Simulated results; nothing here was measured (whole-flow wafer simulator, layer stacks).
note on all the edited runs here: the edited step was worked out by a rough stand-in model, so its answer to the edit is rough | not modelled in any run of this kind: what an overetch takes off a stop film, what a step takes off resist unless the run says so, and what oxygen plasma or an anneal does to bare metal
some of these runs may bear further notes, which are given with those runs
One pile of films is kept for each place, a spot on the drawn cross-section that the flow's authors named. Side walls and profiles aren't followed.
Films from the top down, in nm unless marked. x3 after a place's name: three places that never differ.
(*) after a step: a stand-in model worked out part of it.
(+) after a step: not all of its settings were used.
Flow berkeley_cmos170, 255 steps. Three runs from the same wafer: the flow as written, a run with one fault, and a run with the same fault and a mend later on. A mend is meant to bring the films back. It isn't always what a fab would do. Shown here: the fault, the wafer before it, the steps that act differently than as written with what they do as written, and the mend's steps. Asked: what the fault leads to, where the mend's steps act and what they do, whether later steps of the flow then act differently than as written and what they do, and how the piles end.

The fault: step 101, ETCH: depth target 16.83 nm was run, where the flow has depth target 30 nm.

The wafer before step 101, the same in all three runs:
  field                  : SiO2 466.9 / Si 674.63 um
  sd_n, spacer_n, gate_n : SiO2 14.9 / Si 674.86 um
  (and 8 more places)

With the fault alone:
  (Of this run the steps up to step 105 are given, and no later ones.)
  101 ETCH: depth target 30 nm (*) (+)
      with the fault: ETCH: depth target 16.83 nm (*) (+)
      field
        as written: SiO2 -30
        with the fault: SiO2 -16.8
  No later step of the flow up to step 105 acts differently than as written, at any place that is followed, by more than 2% or 0.5 nm, whichever is larger.
  After step 105 the piles differ from the flow's by more than 2% or 0.5 nm, whichever is larger, at field.
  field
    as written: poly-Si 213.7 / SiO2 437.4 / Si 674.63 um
    with the fault: poly-Si 213.7 / SiO2 450.6 / Si 674.63 um

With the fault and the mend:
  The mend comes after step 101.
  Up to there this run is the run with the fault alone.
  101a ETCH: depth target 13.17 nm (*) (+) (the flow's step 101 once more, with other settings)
      field
        SiO2 -13.2
  No later step of the flow acts differently than as written at any place that is followed.
  At the end the piles are the same as the flow's at every place that both follow.
